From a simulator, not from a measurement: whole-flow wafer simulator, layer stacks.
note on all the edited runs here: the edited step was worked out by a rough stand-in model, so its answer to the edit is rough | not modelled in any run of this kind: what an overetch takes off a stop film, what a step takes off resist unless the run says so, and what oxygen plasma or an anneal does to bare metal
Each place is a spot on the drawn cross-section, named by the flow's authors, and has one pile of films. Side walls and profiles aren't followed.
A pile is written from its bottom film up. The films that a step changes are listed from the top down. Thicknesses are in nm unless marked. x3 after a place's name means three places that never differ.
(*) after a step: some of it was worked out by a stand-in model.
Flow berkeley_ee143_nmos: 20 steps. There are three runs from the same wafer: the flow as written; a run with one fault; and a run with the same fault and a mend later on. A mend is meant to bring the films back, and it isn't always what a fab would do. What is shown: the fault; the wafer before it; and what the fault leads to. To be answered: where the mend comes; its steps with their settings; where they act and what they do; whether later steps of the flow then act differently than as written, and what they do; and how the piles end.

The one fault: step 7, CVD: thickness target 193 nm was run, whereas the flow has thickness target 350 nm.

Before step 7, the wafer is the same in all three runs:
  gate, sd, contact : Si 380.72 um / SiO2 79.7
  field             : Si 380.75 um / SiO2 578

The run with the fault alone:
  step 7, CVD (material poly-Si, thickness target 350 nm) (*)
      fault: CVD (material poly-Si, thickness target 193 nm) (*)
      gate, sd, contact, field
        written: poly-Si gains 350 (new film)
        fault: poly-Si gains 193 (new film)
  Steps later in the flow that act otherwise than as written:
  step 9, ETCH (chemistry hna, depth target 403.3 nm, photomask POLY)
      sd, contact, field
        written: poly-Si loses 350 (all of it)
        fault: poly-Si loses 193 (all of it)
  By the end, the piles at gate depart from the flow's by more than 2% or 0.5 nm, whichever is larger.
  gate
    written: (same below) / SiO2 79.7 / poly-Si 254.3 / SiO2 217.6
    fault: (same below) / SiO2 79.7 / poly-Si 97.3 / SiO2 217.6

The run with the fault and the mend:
  The mend stands after step 7.
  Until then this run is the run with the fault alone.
  step 7a, CVD (material poly-Si, thickness target 157 nm) (*) (a further turn of the flow's step 7, with different settings)
      gate, sd, contact, field
        poly-Si gains 157
  Every later step of the flow that is run acts as written at every place that is followed.
  At every place that both follow, the piles at the end match the flow's.
